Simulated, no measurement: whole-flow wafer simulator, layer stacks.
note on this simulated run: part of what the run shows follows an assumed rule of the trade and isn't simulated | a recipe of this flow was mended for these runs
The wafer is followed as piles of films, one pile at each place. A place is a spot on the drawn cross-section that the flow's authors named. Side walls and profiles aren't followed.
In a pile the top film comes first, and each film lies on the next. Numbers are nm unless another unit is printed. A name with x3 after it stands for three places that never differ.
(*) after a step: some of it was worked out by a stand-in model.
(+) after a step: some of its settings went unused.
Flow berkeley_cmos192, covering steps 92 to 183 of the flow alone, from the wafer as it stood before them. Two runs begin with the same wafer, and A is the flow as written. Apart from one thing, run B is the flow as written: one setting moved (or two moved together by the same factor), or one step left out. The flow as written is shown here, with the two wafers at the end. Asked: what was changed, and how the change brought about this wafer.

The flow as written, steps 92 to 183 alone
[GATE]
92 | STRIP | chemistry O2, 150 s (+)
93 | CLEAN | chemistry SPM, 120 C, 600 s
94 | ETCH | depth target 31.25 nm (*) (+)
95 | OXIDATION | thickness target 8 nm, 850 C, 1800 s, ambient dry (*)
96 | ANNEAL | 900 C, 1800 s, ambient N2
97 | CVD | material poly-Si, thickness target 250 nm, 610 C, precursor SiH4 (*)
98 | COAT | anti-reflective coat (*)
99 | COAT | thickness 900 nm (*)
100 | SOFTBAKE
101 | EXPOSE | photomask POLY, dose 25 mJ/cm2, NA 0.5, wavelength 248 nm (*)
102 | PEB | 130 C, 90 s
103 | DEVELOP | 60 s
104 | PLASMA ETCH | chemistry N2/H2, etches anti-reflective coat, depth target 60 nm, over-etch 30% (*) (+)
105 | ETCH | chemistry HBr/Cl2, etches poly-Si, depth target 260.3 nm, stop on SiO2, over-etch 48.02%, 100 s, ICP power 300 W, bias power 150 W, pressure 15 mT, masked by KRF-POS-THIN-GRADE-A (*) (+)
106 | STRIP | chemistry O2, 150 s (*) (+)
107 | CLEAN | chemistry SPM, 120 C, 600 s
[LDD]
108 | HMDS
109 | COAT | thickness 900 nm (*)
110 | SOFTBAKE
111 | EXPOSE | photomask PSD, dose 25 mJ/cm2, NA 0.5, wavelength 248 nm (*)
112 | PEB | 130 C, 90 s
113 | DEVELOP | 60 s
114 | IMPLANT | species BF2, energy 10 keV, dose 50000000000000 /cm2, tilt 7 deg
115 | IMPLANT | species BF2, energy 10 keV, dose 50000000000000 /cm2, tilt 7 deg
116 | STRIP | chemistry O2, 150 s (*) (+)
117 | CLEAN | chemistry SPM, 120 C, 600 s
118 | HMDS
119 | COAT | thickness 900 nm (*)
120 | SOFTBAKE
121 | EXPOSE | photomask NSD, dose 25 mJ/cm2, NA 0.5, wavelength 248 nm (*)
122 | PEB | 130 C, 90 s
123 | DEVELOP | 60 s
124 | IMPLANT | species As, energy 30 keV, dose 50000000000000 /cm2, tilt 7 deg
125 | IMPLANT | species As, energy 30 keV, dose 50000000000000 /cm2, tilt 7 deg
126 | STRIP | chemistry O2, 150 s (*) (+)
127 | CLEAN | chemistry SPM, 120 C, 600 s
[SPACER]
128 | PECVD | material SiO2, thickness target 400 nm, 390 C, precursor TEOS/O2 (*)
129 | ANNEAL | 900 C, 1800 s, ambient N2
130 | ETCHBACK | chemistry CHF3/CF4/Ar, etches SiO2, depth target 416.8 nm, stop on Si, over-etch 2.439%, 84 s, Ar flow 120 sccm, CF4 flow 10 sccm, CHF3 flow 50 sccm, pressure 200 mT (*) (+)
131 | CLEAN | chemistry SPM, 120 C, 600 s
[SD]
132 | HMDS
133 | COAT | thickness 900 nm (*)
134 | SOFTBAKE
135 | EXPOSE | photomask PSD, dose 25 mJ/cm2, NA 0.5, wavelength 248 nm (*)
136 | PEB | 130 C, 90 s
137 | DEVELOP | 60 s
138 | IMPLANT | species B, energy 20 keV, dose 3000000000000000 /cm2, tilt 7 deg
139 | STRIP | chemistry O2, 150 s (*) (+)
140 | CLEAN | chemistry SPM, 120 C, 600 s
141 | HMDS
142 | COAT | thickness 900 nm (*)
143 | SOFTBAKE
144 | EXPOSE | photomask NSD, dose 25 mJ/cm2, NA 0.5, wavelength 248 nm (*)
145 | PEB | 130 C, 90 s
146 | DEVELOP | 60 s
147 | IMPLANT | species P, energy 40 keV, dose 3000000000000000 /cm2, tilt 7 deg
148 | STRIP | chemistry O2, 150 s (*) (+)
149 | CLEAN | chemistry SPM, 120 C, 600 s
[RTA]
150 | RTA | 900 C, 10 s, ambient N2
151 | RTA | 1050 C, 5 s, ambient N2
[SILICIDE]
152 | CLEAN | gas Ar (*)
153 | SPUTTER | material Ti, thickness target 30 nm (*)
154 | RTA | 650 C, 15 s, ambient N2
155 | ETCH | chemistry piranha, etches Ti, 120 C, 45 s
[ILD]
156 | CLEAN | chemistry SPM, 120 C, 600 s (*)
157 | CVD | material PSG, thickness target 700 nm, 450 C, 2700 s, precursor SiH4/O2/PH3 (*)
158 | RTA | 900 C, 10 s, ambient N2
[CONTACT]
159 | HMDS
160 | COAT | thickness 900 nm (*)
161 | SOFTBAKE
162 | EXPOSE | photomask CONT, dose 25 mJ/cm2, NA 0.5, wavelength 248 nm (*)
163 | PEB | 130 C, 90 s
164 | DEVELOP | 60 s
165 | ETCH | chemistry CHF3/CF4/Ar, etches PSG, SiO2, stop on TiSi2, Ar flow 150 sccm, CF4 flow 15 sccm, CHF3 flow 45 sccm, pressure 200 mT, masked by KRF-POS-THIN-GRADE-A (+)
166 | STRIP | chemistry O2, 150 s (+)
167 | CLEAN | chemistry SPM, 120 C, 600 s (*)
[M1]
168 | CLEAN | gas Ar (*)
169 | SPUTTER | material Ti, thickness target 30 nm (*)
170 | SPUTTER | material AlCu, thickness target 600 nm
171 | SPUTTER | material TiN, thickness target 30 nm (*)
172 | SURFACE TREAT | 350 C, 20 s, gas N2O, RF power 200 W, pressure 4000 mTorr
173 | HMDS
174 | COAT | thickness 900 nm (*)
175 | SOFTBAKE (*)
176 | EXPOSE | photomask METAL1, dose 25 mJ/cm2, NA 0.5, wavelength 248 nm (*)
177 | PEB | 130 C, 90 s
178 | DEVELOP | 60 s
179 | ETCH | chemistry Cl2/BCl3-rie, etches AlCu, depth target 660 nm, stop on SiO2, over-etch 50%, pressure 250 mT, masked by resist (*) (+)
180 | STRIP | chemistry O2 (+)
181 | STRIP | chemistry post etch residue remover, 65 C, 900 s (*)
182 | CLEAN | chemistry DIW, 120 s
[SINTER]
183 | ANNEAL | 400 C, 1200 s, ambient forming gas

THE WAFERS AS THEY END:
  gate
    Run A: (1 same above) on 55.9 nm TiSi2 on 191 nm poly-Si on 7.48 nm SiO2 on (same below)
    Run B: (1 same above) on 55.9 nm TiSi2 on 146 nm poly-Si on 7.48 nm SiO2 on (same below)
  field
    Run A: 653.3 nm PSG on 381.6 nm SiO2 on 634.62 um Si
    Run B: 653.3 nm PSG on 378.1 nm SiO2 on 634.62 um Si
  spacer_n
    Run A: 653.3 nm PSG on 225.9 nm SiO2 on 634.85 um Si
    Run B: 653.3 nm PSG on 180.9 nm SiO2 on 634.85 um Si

What caused this: step 97, CVD: thickness target 205 nm was run, whereas the flow has thickness target 250 nm.

The path from the change to this, step by step:
  97 | CVD | material poly-Si, thickness target 250 nm, 610 C, precursor SiH4 (*)
      field, sd_n, spacer_n and 6 more: A +250 poly-Si (new film) | B +205 poly-Si (new film)
  105 | ETCH | chemistry HBr/Cl2, etches poly-Si, depth target 260.3 nm, stop on SiO2, over-etch 48.02%, 100 s, ICP power 300 W, bias power 150 W, pressure 15 mT, masked by KRF-POS-THIN-GRADE-A (*) (+)
      spacer_n, spacer_p: A -246.2 poly-Si (all of it), -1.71 SiO2 | B -201.2 poly-Si (all of it), -5.17 SiO2
      field: A -246.1 poly-Si (all of it), -1.71 SiO2 | B -201.2 poly-Si (all of it), -5.17 SiO2
      (and at 4 other places as well)
  109 | COAT | thickness 900 nm (*)
      gate: A +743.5 KrF-resist (new film) | B +780.2 KrF-resist (new film)
      gate_p: A +739.8 KrF-resist (new film) | B +776.4 KrF-resist (new film)
  113 | DEVELOP | 60 s
      gate_p: A -738.2 KrF-resist (all of it) | B -774.8 KrF-resist (all of it)
  116 | STRIP | chemistry O2, 150 s (*) (+)
      gate: A -727 KrF-resist (all of it), +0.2 chemical SiO2, -0.09 poly-Si | B -763.5 KrF-resist (all of it), +0.2 chemical SiO2, -0.09 poly-Si
  119 | COAT | thickness 900 nm (*)
      gate: A +743.4 KrF-resist (new film) | B +779.4 KrF-resist (new film)
      gate_p: A +739.7 KrF-resist (new film) | B +775.7 KrF-resist (new film)
  123 | DEVELOP | 60 s
      gate: A -741.9 KrF-resist (all of it) | B -777.8 KrF-resist (all of it)
  126 | STRIP | chemistry O2, 150 s (*) (+)
      gate_p: A -723.2 KrF-resist (all of it), +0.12 chemical SiO2, -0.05 poly-Si | B -759.1 KrF-resist (all of it), +0.12 chemical SiO2, -0.05 poly-Si
  130 | ETCHBACK | chemistry CHF3/CF4/Ar, etches SiO2, depth target 416.8 nm, stop on Si, over-etch 2.439%, 84 s, Ar flow 120 sccm, CF4 flow 10 sccm, CHF3 flow 50 sccm, pressure 200 mT (*) (+)
      spacer_n: A -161 SiO2 | B -202.6 SiO2
      spacer_p: A -161 SiO2 | B -202.5 SiO2
  133 | COAT | thickness 900 nm (*)
      spacer_n: A +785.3 KrF-resist (new film) | B +817.9 KrF-resist (new film)
      gate: A +764.7 KrF-resist (new film) | B +796.7 KrF-resist (new film)
      (and at 2 other places as well)
  137 | DEVELOP | 60 s
      spacer_p: A -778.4 KrF-resist (all of it) | B -811 KrF-resist (all of it)
      gate_p: A -757.7 KrF-resist (all of it) | B -789.6 KrF-resist (all of it)
  139 | STRIP | chemistry O2, 150 s (*) (+)
      spacer_n: A -768.7 KrF-resist (all of it) | B -801.2 KrF-resist (all of it)
      gate: A -748.1 KrF-resist (all of it), +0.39 chemical SiO2, -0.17 poly-Si | B -780 KrF-resist (all of it), +0.39 chemical SiO2, -0.17 poly-Si
  142 | COAT | thickness 900 nm (*)
      spacer_n: A +785.4 KrF-resist (new film) | B +818.1 KrF-resist (new film)
      gate: A +764.6 KrF-resist (new film) | B +796.6 KrF-resist (new film)
      (and at 2 other places as well)
  146 | DEVELOP | 60 s
      spacer_n: A -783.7 KrF-resist (all of it) | B -816.3 KrF-resist (all of it)
      gate: A -762.9 KrF-resist (all of it) | B -794.8 KrF-resist (all of it)
  148 | STRIP | chemistry O2, 150 s (*) (+)
      spacer_p: A -763.6 KrF-resist (all of it) | B -796.2 KrF-resist (all of it)
      gate_p: A -742.5 KrF-resist (all of it), +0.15 chemical SiO2 | B -774.5 KrF-resist (all of it), +0.15 chemical SiO2
  160 | COAT | thickness 900 nm (*)
      spacer_n: A +823.6 KrF-resist (new film) | B +847.9 KrF-resist (new film)
      gate: A +803.9 KrF-resist (new film) | B +825.6 KrF-resist (new film)
      (and at 2 other places as well)
  ... 2 other steps ...
  178 | DEVELOP | 60 s
      spacer_n: A -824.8 KrF-resist (all of it) | B -848.8 KrF-resist (all of it)
      gate: A -805.2 KrF-resist (all of it) | B -826.9 KrF-resist (all of it)
      (and at 2 other places as well)
